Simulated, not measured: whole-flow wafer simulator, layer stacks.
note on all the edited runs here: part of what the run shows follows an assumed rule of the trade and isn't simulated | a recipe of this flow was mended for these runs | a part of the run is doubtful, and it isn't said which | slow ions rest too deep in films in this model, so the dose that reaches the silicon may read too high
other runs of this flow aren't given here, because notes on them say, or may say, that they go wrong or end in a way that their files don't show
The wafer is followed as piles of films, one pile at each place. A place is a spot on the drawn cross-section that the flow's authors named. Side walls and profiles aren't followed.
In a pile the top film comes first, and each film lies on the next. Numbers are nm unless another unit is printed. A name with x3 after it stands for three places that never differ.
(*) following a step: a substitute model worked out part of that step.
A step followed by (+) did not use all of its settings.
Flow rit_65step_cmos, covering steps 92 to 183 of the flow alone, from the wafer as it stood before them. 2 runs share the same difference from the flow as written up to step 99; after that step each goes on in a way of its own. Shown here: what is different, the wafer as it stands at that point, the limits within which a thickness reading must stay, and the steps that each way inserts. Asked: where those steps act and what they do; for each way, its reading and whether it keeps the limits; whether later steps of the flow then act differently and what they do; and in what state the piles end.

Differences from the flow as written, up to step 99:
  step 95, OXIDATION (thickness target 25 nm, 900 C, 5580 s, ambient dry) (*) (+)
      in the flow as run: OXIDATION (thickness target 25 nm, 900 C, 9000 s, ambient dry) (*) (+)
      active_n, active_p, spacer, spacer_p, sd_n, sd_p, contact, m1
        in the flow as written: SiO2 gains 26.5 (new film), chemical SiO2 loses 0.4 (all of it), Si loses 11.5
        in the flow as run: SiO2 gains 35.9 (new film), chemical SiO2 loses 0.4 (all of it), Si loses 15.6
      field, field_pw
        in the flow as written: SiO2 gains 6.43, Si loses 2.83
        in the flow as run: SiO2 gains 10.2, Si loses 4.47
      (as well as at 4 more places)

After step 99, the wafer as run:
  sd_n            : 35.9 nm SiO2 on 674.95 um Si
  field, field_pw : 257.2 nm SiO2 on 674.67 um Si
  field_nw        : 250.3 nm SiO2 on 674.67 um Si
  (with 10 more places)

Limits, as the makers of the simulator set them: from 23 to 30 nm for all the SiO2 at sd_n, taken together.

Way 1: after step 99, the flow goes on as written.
  The reading taken after step 99 is 35.9 nm, which is outside the limits.
  Steps further on in the flow that do not act as written (not shown: 28 more steps that differ only slightly, by at most 2% or 0.5 nm, whichever is larger):
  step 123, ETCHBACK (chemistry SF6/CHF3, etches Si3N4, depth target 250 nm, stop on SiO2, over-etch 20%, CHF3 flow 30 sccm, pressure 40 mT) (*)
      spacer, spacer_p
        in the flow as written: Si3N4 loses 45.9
        going this way: Si3N4 loses 44.4
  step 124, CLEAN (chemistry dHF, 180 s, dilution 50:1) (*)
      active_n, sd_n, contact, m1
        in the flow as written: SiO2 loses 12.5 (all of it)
        going this way: SiO2 loses 16.8
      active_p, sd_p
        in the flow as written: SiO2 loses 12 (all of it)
        going this way: SiO2 loses 16.8
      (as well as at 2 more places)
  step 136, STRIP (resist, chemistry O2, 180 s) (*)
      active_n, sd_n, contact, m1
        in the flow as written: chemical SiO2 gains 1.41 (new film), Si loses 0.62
        going this way: nothing
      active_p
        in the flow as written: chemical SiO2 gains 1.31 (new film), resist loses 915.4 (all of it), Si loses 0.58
        going this way: resist loses 916 (all of it)
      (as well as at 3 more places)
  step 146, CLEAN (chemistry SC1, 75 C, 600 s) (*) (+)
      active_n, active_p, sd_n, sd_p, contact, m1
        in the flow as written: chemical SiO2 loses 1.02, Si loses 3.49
        going this way: SiO2 loses 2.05
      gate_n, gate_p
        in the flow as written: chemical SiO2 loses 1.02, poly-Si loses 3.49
        going this way: SiO2 loses 2.05
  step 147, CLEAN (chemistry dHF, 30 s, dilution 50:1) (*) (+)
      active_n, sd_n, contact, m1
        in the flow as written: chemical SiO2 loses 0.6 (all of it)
        going this way: SiO2 loses 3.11 (all of it)
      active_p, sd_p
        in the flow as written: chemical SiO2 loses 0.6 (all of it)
        going this way: SiO2 loses 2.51 (all of it)
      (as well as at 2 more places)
  The piles end different from the flow's at spacer, spacer_p by more than 2% or 0.5 nm, whichever is larger.
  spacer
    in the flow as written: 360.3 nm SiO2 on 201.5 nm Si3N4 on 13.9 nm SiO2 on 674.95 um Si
    going this way: 360.3 nm SiO2 on 202.9 nm Si3N4 on 23.3 nm SiO2 on 674.95 um Si
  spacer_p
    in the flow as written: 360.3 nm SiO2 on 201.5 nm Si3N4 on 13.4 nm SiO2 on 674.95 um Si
    going this way: 360.3 nm SiO2 on 202.9 nm Si3N4 on 22.7 nm SiO2 on 674.95 um Si

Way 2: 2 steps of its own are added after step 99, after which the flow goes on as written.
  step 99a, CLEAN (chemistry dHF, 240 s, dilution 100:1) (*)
      field, field_pw, field_nw and 11 more
        SiO2 loses 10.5
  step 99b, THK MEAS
      alters no film at any place that is followed
  The reading taken after step 99b is 25.4 nm, which is within the limits.
  Steps further on in the flow that do not act as written (not shown: 31 more steps that differ only slightly, by at most 2% or 0.5 nm, whichever is larger):
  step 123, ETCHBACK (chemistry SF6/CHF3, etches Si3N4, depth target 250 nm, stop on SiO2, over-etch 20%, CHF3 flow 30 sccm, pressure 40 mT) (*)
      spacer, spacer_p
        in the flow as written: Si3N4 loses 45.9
        going this way: Si3N4 loses 44.4
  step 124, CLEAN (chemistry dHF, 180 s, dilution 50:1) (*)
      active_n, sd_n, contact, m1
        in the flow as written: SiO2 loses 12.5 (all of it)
        going this way: SiO2 loses 11.5 (all of it)
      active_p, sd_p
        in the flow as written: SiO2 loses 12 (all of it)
        going this way: SiO2 loses 10.9 (all of it)
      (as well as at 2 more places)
  The piles end different from the flow's at gate_n, gate_p, spacer, spacer_p by more than 2% or 0.5 nm, whichever is larger.
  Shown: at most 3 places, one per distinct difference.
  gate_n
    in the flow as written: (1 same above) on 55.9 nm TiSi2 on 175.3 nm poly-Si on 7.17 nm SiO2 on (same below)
    going this way: (1 same above) on 55.9 nm TiSi2 on 170 nm poly-Si on 7.17 nm SiO2 on (same below)
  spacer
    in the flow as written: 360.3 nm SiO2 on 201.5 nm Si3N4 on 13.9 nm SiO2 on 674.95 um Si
    going this way: 360.3 nm SiO2 on 202.9 nm Si3N4 on 12.9 nm SiO2 on 674.95 um Si
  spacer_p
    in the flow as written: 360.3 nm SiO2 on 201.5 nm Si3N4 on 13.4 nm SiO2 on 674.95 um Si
    going this way: 360.3 nm SiO2 on 202.9 nm Si3N4 on 12.3 nm SiO2 on 674.95 um Si

Keeping within the limits: way 2. Outside them: way 1.
